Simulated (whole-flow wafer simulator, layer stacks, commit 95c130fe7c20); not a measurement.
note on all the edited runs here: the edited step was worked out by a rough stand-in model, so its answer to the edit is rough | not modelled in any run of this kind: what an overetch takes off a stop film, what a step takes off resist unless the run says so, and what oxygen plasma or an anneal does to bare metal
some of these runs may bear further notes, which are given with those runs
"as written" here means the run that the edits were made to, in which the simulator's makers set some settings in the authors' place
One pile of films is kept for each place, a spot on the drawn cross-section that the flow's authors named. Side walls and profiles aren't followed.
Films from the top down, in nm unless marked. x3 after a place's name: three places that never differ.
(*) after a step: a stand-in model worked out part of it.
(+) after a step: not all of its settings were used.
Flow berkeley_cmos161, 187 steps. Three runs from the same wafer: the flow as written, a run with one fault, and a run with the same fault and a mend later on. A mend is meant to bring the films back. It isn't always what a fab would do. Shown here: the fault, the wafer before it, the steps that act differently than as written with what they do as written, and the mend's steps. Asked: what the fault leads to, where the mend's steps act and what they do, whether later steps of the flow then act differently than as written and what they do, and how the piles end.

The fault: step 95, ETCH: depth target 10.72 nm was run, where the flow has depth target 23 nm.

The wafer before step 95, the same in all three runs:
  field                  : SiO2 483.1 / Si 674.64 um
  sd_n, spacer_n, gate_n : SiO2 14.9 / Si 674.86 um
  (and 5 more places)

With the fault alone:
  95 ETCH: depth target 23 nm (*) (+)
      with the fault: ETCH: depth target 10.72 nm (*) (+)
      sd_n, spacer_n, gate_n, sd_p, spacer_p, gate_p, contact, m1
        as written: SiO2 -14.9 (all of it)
        with the fault: SiO2 -10.7
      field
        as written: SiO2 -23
        with the fault: SiO2 -10.7
  Later steps of the flow that act differently than as written (34 more steps differ only slightly, by at most 2% or 0.5 nm, whichever is larger, and aren't shown):
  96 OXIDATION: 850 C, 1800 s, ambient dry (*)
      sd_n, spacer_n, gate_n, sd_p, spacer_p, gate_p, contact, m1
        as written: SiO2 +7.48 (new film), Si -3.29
        with the fault: SiO2 +5.35, Si -2.36
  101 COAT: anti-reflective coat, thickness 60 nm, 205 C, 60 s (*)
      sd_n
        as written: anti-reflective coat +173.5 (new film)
        with the fault: anti-reflective coat +181.1 (new film)
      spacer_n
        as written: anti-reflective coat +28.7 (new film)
        with the fault: anti-reflective coat +27 (new film)
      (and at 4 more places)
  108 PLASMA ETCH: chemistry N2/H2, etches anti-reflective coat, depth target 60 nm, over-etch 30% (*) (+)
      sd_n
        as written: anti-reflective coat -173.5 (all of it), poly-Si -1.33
        with the fault: anti-reflective coat -181.1 (all of it), poly-Si -1.39
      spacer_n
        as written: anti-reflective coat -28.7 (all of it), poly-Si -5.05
        with the fault: anti-reflective coat -27 (all of it), poly-Si -5.35
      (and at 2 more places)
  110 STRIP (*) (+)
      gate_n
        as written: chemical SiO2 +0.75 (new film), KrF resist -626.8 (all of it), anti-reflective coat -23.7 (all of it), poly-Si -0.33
        with the fault: chemical SiO2 +0.75 (new film), KrF resist -633 (all of it), anti-reflective coat -22 (all of it), poly-Si -0.33
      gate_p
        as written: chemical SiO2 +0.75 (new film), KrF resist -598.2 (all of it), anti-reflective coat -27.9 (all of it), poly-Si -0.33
        with the fault: chemical SiO2 +0.75 (new film), KrF resist -601.8 (all of it), anti-reflective coat -27 (all of it), poly-Si -0.33
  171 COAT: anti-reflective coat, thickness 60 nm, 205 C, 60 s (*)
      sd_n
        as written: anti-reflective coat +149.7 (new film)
        with the fault: anti-reflective coat +159.1 (new film)
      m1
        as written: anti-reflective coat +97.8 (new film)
        with the fault: anti-reflective coat +101 (new film)
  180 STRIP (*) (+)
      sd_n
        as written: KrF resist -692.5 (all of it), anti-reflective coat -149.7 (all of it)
        with the fault: KrF resist -690.5 (all of it), anti-reflective coat -159.1 (all of it)
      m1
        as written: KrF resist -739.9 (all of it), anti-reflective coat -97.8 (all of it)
        with the fault: KrF resist -743.7 (all of it), anti-reflective coat -101 (all of it)
  At the end the piles differ from the flow's by more than 2% or 0.5 nm, whichever is larger, at field, gate_n, gate_p.
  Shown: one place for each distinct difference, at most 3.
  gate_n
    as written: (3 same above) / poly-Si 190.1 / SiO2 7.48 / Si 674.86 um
    with the fault: (3 same above) / poly-Si 190.1 / SiO2 9.58 / Si 674.86 um
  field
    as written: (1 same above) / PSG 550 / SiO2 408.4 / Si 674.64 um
    with the fault: (1 same above) / PSG 550 / SiO2 420.7 / Si 674.64 um

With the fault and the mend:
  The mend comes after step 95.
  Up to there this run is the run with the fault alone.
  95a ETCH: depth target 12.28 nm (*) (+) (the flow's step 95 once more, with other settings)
      sd_n, spacer_n, gate_n, sd_p, spacer_p, gate_p, contact, m1
        SiO2 -4.22 (all of it)
      field
        SiO2 -12.3
  No later step of the flow acts differently than as written at any place that is followed.
  At the end the piles are the same as the flow's at every place that both follow.
